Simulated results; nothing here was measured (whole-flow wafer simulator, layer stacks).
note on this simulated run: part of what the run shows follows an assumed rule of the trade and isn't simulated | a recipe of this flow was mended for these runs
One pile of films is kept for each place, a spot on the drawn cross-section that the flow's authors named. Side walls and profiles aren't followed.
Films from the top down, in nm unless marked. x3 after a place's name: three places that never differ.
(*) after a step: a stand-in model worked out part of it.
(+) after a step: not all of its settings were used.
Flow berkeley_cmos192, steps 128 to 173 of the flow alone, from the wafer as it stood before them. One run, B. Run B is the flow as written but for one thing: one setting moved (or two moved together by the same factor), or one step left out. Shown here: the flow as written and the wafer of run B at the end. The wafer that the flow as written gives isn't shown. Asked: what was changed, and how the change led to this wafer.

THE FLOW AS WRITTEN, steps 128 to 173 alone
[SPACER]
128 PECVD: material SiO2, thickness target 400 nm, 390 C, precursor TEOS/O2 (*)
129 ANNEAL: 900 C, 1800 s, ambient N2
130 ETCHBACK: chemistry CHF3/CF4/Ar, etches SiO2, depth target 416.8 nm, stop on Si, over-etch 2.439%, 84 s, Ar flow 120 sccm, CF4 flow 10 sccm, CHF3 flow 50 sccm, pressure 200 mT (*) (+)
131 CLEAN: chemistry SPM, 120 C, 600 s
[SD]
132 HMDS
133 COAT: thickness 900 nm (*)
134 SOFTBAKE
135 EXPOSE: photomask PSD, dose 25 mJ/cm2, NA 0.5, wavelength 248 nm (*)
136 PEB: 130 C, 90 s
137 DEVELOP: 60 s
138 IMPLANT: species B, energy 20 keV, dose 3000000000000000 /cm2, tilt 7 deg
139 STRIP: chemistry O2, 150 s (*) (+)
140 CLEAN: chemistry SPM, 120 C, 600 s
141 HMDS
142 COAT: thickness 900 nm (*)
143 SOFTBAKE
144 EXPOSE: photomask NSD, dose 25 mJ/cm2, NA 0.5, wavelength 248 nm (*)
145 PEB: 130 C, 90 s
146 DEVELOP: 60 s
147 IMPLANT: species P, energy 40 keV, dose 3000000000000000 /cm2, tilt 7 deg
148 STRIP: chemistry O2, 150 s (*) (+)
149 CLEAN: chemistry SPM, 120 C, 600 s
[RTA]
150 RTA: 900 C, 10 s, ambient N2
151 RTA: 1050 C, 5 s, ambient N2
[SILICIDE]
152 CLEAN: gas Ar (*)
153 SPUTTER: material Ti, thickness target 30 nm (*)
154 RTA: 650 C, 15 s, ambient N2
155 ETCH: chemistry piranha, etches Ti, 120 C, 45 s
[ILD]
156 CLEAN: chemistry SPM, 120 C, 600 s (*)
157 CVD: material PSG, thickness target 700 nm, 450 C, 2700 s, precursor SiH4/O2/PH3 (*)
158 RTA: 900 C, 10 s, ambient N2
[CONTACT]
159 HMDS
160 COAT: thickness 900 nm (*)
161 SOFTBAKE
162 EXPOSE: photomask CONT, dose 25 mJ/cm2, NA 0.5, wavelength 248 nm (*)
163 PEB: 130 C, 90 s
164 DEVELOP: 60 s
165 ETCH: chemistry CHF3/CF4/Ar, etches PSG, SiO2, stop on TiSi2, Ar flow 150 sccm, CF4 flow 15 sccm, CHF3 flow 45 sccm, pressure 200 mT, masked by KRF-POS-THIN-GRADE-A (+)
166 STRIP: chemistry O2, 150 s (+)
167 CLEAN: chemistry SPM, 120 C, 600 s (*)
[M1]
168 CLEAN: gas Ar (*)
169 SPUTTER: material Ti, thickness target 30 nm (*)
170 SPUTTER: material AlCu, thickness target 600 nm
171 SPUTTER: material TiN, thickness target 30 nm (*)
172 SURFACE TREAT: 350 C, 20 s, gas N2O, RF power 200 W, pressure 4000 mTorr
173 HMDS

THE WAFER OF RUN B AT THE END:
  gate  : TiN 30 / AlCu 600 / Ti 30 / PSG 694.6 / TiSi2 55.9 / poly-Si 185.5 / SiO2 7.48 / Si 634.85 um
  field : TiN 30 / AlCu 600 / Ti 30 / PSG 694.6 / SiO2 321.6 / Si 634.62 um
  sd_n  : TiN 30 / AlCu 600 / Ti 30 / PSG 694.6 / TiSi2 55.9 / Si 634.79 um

The cause: step 128, PECVD: thickness target 340 nm was run, where the flow has thickness target 400 nm.

How the change led to this, step by step:
  128 PECVD: material SiO2, thickness target 400 nm, 390 C, precursor TEOS/O2 (*)
      field, sd_n, contact, m1: SiO2 +340 (as written it would be: SiO2 +400)
      spacer_n, sd_p, spacer_p: SiO2 +328.8 (as written it would be: SiO2 +386.5)
      (and at 2 more places)
  130 ETCHBACK: chemistry CHF3/CF4/Ar, etches SiO2, depth target 416.8 nm, stop on Si, over-etch 2.439%, 84 s, Ar flow 120 sccm, CF4 flow 10 sccm, CHF3 flow 50 sccm, pressure 200 mT (*) (+)
      gate, gate_p: SiO2 -340 (all of it), chemical SiO2 -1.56 (all of it), poly-Si -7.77 (as written it would be: SiO2 -400 (all of it), chemical SiO2 -1.56 (all of it), poly-Si -2.31)
      sd_n: SiO2 -346 (all of it), Si -7.77 (as written it would be: SiO2 -406 (all of it), Si -2.31)
      (and at 3 more places)
  133 COAT: thickness 900 nm (*)
      sd_n: KrF-resist +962 (new film) (as written it would be: KrF-resist +993.2 (new film))
      spacer_n: KrF-resist +811 (new film) (as written it would be: KrF-resist +785.3 (new film))
      (and at 6 more places)
  137 DEVELOP: 60 s
      sd_p: KrF-resist -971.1 (all of it) (as written it would be: KrF-resist -999 (all of it))
      spacer_p: KrF-resist -806.3 (all of it) (as written it would be: KrF-resist -778.4 (all of it))
      (and at 1 more place)
  139 STRIP: chemistry O2, 150 s (*) (+)
      sd_n: KrF-resist -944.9 (all of it), chemical SiO2 +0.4, Si -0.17 (as written it would be: KrF-resist -976 (all of it), chemical SiO2 +0.39, Si -0.17)
      spacer_n: KrF-resist -794.3 (all of it) (as written it would be: KrF-resist -768.7 (all of it))
      (and at 3 more places)
  142 COAT: thickness 900 nm (*)
      sd_n: KrF-resist +961.9 (new film) (as written it would be: KrF-resist +993.1 (new film))
      spacer_n: KrF-resist +811.1 (new film) (as written it would be: KrF-resist +785.4 (new film))
      (and at 6 more places)
  146 DEVELOP: 60 s
      sd_n: KrF-resist -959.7 (all of it) (as written it would be: KrF-resist -990.8 (all of it))
      spacer_n: KrF-resist -809.3 (all of it) (as written it would be: KrF-resist -783.7 (all of it))
      (and at 3 more places)
  148 STRIP: chemistry O2, 150 s (*) (+)
      gate_p: KrF-resist -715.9 (all of it), chemical SiO2 +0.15, poly-Si -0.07 (as written it would be: KrF-resist -742.5 (all of it), chemical SiO2 +0.15)
      sd_p: KrF-resist -956 (all of it), chemical SiO2 +0.15, Si -0.07 (as written it would be: KrF-resist -983.9 (all of it), chemical SiO2 +0.15, Si -0.07)
      (and at 1 more place)
  153 SPUTTER: material Ti, thickness target 30 nm (*)
      sd_p: Ti +29 (new film) (as written it would be: Ti +28.2 (new film))
  154 RTA: 650 C, 15 s, ambient N2
      sd_p: Ti -22.6, TiSi first +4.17 (new film), TiSi2 C49 +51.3 (new film), Si -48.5 (as written it would be: Ti -22, TiSi first +2.72 (new film), TiSi2 C49 +51.9 (new film), Si -48.2)
  158 RTA: 900 C, 10 s, ambient N2
      sd_p: under 1 film: TiSi2 +54 (new film), TiSi first -4.06 (all of it), TiSi2 C49 -51.3 (all of it), Si -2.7 (as written it would be: under 1 film: TiSi2 +52.6 (new film), TiSi first -2.61 (all of it), TiSi2 C49 -51.9 (all of it), Si -1.74)
  160 COAT: thickness 900 nm (*)
      sd_n: KrF-resist +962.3 (new film) (as written it would be: KrF-resist +995.6 (new film))
      spacer_n: KrF-resist +841.4 (new film) (as written it would be: KrF-resist +823.6 (new film))
      (and at 6 more places)
  164 DEVELOP: 60 s
      contact: KrF-resist -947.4 (all of it) (as written it would be: KrF-resist -973.5 (all of it))
  166 STRIP: chemistry O2, 150 s (+)
      sd_n: KrF-resist -751.2 (all of it) (as written it would be: KrF-resist -784.4 (all of it))
      spacer_n: KrF-resist -630.5 (all of it) (as written it would be: KrF-resist -612.8 (all of it))
      (and at 5 more places)
  169 SPUTTER: material Ti, thickness target 30 nm (*)
      sd_p: Ti +28 (new film) (as written it would be: Ti +26.8 (new film))
  170 SPUTTER: material AlCu, thickness target 600 nm
      sd_p: AlCu +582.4 (new film) (as written it would be: AlCu +557.4 (new film))
  171 SPUTTER: material TiN, thickness target 30 nm (*)
      sd_p: TiN +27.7 (new film) (as written it would be: TiN +26.2 (new film))
